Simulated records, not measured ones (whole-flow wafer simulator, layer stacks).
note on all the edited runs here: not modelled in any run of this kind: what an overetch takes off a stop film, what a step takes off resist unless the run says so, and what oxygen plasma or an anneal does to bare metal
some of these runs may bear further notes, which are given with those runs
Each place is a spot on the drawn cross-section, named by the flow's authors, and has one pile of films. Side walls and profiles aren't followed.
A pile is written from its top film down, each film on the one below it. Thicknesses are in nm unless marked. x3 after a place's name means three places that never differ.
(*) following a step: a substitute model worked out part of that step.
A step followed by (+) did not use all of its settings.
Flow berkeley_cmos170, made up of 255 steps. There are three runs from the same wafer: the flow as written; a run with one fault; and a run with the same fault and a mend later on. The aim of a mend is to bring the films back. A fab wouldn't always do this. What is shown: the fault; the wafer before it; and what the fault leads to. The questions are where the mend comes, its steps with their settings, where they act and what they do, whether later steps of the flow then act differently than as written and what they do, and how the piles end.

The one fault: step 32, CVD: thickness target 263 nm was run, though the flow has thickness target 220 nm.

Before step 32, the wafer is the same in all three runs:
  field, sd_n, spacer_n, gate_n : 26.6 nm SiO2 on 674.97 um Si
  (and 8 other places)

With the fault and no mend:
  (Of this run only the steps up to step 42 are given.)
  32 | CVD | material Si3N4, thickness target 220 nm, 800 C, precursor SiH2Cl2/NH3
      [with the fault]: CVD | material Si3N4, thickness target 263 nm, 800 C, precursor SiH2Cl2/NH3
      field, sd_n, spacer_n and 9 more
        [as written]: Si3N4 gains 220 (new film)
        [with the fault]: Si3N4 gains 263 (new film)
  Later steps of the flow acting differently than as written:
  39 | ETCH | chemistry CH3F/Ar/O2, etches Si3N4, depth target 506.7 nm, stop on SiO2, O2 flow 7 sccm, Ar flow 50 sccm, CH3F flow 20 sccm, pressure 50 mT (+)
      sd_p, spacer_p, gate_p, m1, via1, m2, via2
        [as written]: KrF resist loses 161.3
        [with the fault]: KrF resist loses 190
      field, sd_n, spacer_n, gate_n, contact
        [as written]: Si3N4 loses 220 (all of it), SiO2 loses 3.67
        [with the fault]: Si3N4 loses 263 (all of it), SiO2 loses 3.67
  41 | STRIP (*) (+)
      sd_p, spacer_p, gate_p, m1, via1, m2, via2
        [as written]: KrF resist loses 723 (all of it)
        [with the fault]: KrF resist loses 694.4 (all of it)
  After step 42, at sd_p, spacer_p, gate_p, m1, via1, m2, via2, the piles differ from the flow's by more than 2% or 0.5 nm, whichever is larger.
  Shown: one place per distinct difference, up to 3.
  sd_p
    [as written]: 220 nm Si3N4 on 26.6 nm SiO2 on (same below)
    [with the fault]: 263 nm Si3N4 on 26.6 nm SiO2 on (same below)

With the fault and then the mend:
  After step 32 comes the mend.
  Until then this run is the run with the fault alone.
  32a | ETCH | chemistry h3po4, depth target 302.4 nm
      field, sd_n, spacer_n and 9 more
        Si3N4 loses 263 (all of it)
  32b | CLEAN | chemistry SPM (the flow's step 25, run once more)
      leaves every film unchanged at each place that is followed
  32c | CVD | material Si3N4, thickness target 220 nm, 800 C, precursor SiH2Cl2/NH3 (the flow's step 32, run once more)
      field, sd_n, spacer_n and 9 more
        Si3N4 gains 220 (new film)
  Later steps of the flow that are run all act as written at every place that is followed.
  By the end, the piles equal the flow's at every place that both follow.
